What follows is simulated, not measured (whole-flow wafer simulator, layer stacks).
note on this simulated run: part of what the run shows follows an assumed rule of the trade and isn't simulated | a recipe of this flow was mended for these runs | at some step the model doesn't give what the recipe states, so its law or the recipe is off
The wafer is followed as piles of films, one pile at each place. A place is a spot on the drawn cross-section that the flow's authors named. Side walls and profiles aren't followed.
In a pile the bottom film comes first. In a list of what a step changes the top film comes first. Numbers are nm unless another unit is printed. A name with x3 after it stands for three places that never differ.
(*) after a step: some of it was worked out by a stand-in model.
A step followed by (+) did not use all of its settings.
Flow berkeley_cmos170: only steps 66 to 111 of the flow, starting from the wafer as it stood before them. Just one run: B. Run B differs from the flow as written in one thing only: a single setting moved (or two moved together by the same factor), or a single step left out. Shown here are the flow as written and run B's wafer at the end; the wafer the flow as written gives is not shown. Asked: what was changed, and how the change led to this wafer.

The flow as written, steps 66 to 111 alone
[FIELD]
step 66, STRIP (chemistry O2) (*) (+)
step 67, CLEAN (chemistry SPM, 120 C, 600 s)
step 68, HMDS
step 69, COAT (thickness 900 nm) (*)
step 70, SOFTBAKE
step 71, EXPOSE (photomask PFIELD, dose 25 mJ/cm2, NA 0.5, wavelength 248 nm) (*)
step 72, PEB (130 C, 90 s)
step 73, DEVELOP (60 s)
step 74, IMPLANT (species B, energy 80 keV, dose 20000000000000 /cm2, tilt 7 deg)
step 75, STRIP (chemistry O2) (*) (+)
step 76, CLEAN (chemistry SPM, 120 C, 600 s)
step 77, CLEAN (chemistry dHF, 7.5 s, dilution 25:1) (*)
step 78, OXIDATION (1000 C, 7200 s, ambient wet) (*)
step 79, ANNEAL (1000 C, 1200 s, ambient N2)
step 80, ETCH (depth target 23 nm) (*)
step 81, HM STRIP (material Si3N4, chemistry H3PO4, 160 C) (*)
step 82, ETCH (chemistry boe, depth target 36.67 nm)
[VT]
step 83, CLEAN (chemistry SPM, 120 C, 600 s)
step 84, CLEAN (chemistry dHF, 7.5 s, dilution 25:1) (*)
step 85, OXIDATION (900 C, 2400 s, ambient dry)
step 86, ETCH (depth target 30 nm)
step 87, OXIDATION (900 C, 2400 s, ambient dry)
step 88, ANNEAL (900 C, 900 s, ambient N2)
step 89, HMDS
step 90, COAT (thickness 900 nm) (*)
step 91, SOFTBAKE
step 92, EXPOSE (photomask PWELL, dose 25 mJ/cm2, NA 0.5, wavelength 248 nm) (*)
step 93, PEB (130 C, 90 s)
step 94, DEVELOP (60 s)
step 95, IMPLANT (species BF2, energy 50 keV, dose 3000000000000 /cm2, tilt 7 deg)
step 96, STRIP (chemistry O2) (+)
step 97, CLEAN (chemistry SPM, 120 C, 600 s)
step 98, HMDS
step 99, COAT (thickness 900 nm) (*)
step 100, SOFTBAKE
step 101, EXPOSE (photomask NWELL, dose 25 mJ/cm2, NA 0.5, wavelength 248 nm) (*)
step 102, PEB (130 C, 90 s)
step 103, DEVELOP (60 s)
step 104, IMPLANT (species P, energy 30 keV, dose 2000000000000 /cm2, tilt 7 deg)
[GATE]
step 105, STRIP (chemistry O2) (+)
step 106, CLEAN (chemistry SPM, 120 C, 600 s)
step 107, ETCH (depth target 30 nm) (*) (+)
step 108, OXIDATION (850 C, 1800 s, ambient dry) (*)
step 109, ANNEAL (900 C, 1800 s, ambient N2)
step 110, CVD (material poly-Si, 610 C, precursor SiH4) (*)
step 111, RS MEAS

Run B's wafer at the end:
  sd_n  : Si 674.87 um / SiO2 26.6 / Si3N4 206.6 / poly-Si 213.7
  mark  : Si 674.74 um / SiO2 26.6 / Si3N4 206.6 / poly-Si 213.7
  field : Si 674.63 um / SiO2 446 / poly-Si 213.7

What caused this: step 81, HM STRIP: 64 C was run, while the flow as written has 160 C.

The path from the change to this, step by step:
  step 81, HM STRIP (material Si3N4, chemistry H3PO4, 160 C) (*)
      mark, sd_n, spacer_n and 9 more: Si3N4 loses 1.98 (as written it would have been: Si3N4 loses 212.2 (all of it), SiO2 loses 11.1)
      field: nothing (as written it would have been: SiO2 loses 17.7)
  step 82, ETCH (chemistry boe, depth target 36.67 nm)
      mark, sd_n, spacer_n and 9 more: Si3N4 loses 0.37 (as written it would have been: SiO2 loses 15.5 (all of it))
  step 83, CLEAN (chemistry SPM, 120 C, 600 s)
      mark, sd_n, spacer_n and 9 more: nothing (as written it would have been: chemical SiO2 gains 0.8 (new film), Si loses 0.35)
  step 84, CLEAN (chemistry dHF, 7.5 s, dilution 25:1) (*)
      mark, sd_n, spacer_n and 9 more: Si3N4 loses 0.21 (as written it would have been: chemical SiO2 loses 0.8 (all of it))
  step 85, OXIDATION (900 C, 2400 s, ambient dry)
      mark, sd_n, spacer_n and 9 more: nothing (as written it would have been: SiO2 gains 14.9 (new film), Si loses 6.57)
  step 86, ETCH (depth target 30 nm)
      mark, sd_n, spacer_n and 9 more: Si3N4 loses 1.5 (as written it would have been: SiO2 loses 14.9 (all of it))
  step 87, OXIDATION (900 C, 2400 s, ambient dry)
      mark, sd_n, spacer_n and 9 more: nothing (as written it would have been: SiO2 gains 14.9 (new film), Si loses 6.57)
  step 90, COAT (thickness 900 nm) (*)
      field: KrF-resist gains 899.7 (new film) (as written it would have been: KrF-resist gains 840.6 (new film))
      sd_n: KrF-resist gains 900.4 (new film) (as written it would have been: KrF-resist gains 1004.6 (new film))
      (and at 10 other places as well)
  step 94, DEVELOP (60 s)
      field: KrF-resist loses 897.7 (all of it) (as written it would have been: KrF-resist loses 838.8 (all of it))
      sd_n: KrF-resist loses 898.4 (all of it) (as written it would have been: KrF-resist loses 1002.3 (all of it))
      (and at 7 other places as well)
  step 96, STRIP (chemistry O2) (+)
      sd_p: KrF-resist loses 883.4 (all of it) (as written it would have been: KrF-resist loses 971.9 (all of it))
      spacer_p: KrF-resist loses 883.4 (all of it) (as written it would have been: KrF-resist loses 953.7 (all of it))
      (and at 1 other place as well)
  step 99, COAT (thickness 900 nm) (*)
      field: KrF-resist gains 899.7 (new film) (as written it would have been: KrF-resist gains 840.6 (new film))
      sd_n: KrF-resist gains 900.4 (new film) (as written it would have been: KrF-resist gains 1004.6 (new film))
      (and at 10 other places as well)
  step 103, DEVELOP (60 s)
      sd_p: KrF-resist loses 898.4 (all of it) (as written it would have been: KrF-resist loses 986.9 (all of it))
      spacer_p: KrF-resist loses 898.3 (all of it) (as written it would have been: KrF-resist loses 968.6 (all of it))
      (and at 1 other place as well)
  step 105, STRIP (chemistry O2) (+)
      field: KrF-resist loses 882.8 (all of it) (as written it would have been: KrF-resist loses 823.8 (all of it))
      sd_n: KrF-resist loses 883.5 (all of it) (as written it would have been: KrF-resist loses 987.4 (all of it))
      (and at 7 other places as well)
  step 107, ETCH (depth target 30 nm) (*) (+)
      mark, sd_n, spacer_n and 9 more: Si3N4 loses 1.5 (as written it would have been: SiO2 loses 14.9 (all of it))
  step 108, OXIDATION (850 C, 1800 s, ambient dry) (*)
      mark, sd_n, spacer_n and 9 more: nothing (as written it would have been: SiO2 gains 7.48 (new film), Si loses 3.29)
